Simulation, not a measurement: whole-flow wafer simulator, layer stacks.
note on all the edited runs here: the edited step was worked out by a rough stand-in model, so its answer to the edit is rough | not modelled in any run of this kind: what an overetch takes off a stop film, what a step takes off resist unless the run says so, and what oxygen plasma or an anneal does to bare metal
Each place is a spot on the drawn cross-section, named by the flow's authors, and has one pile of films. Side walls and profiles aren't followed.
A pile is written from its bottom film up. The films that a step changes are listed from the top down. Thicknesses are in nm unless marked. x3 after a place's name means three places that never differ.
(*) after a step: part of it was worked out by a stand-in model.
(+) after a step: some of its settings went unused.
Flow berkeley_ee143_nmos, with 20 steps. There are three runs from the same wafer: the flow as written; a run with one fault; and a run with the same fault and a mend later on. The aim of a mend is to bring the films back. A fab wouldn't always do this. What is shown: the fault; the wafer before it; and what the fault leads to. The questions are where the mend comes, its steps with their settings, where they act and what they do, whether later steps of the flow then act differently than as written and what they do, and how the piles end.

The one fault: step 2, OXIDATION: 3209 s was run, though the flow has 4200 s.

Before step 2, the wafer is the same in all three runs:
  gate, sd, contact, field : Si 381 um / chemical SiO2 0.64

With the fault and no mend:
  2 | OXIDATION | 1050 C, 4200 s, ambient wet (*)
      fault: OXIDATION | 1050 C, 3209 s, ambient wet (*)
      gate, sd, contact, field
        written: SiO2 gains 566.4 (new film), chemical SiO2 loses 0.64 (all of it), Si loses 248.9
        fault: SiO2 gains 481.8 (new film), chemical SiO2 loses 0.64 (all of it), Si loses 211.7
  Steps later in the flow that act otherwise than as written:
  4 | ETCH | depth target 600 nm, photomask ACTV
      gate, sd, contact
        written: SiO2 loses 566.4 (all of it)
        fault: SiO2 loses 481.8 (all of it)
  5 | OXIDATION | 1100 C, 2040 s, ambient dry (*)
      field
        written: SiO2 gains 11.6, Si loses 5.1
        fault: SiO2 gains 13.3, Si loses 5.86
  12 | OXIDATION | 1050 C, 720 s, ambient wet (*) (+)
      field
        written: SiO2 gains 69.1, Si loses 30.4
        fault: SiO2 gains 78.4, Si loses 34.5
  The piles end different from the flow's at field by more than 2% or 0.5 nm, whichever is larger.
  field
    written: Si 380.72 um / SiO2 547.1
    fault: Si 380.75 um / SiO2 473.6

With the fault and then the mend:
  After step 2 comes the mend.
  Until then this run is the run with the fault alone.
  2a | OXIDATION | 1050 C, 991 s, ambient wet (*) (the flow's step 2 again, with other settings)
      gate, sd, contact, field
        SiO2 gains 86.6, Si loses 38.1
  Every later step of the flow that is run acts as written, at every place that is followed, to within 2% or 0.5 nm, whichever is larger.
  At the end the piles are close to the flow's at the places that both follow, differing by at most 2% or 0.5 nm, whichever is larger.
